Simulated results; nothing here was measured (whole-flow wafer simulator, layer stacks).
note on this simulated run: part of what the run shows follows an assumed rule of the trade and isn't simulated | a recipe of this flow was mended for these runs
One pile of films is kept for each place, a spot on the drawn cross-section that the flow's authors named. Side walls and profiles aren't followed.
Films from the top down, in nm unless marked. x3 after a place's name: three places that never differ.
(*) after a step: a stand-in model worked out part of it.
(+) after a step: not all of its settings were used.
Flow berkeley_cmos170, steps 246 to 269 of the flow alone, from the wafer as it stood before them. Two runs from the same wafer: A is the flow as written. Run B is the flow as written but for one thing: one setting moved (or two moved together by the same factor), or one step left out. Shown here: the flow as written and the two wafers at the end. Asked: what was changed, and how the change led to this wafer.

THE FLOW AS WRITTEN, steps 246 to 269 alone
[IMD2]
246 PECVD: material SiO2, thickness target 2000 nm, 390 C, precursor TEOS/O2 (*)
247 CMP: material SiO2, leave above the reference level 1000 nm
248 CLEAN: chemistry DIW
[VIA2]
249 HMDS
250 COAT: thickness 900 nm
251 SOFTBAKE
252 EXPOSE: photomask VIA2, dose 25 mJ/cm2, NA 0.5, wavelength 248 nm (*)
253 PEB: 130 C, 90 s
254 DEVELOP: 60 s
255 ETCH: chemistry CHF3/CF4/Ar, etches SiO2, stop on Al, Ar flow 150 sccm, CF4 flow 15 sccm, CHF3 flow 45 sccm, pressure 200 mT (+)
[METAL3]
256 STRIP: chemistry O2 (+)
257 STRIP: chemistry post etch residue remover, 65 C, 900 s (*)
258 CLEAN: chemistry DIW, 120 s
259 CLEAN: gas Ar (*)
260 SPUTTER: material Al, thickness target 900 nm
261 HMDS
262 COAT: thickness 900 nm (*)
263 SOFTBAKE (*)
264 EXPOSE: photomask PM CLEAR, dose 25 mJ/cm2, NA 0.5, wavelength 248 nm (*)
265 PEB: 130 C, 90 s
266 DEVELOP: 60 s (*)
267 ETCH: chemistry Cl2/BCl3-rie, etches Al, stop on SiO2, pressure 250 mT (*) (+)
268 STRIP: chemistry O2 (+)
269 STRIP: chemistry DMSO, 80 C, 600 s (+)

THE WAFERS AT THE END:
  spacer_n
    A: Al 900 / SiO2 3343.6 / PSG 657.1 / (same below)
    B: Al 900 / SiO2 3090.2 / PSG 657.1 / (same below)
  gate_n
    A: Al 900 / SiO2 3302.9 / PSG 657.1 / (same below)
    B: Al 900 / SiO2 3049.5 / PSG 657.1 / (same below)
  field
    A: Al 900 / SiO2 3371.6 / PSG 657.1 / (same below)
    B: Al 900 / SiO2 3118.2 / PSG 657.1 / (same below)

The cause: step 246, PECVD: thickness target 1700 nm was run, where the flow has thickness target 2000 nm.

How the change led to this, step by step:
  246 PECVD: material SiO2, thickness target 2000 nm, 390 C, precursor TEOS/O2 (*)
      field, mark, sd_n, spacer_n, gate_n, sd_p, spacer_p, gate_p: A SiO2 +2000 | B SiO2 +1700
      contact, m1, m2, via2: A SiO2 +2000 (new film) | B SiO2 +1700 (new film)
      (and at 1 more place)
  247 CMP: material SiO2, leave above the reference level 1000 nm
      field, sd_n, spacer_n, gate_n, sd_p, spacer_p, gate_p: A SiO2 -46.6 | B nothing
      contact, m1, via1, m2, via2: A SiO2 -1000 | B SiO2 -700
  250 COAT: thickness 900 nm
      sd_n: A KrF-resist +900 (new film) | B KrF-resist +997.8 (new film)
      contact: A KrF-resist +900 (new film) | B KrF-resist +801.3 (new film)
      (and at 4 more places)
  254 DEVELOP: 60 s
      via2: A KrF-resist -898 (all of it) | B KrF-resist -795.4 (all of it)
  256 STRIP: chemistry O2 (+)
      sd_n: A KrF-resist -607.6 (all of it) | B KrF-resist -705.2 (all of it)
      contact: A KrF-resist -607.6 (all of it) | B KrF-resist -509.2 (all of it)
      (and at 3 more places)
  262 COAT: thickness 900 nm (*)
      sd_n: A KrF-resist +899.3 (new film) | B KrF-resist +996.5 (new film)
      contact: A KrF-resist +898.4 (new film) | B KrF-resist +794.7 (new film)
      (and at 4 more places)
  265 PEB: 130 C, 90 s
      via2: A KrF-resist -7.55 | B KrF-resist -6.84
  268 STRIP: chemistry O2 (+)
      sd_n: A KrF-resist -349 (all of it) | B KrF-resist -446 (all of it)
      sd_p: A KrF-resist -349.5 (all of it) | B KrF-resist -357.2 (all of it)
      (and at 7 more places)
